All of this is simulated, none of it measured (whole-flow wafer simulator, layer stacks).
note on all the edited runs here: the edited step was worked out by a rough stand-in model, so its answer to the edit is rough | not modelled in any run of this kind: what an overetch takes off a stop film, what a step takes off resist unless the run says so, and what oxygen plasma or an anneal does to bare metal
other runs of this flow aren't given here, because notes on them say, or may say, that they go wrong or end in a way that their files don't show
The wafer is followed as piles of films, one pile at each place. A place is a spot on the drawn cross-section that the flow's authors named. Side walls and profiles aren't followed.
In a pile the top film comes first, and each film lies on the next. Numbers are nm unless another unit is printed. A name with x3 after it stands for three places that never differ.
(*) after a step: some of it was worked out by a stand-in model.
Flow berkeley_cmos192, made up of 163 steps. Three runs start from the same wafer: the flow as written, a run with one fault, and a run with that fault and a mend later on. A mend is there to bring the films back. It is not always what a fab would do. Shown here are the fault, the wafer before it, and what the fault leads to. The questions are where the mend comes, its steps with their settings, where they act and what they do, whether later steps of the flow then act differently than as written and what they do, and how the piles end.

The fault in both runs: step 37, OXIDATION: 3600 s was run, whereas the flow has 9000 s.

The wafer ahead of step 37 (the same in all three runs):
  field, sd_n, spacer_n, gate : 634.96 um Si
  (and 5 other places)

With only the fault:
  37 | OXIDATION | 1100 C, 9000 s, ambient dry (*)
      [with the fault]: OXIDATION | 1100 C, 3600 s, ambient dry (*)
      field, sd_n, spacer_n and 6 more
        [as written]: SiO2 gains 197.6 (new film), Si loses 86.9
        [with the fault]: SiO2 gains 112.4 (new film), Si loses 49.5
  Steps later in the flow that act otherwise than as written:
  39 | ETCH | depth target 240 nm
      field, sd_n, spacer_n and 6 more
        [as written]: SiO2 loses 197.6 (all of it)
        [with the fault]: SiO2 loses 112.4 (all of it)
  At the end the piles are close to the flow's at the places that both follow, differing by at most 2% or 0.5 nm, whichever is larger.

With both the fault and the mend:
  After step 37 comes the mend.
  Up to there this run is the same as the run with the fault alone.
  37a | OXIDATION | 1100 C, 5400 s, ambient dry (*) (the flow's step 37 again, with other settings)
      field, sd_n, spacer_n and 6 more
        SiO2 gains 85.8, Si loses 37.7
  Later steps of the flow that are run all act as written at every place that is followed, up to a difference of at most 2% or 0.5 nm, whichever is larger.
  At the end the piles are close to the flow's at the places that both follow, differing by at most 2% or 0.5 nm, whichever is larger.
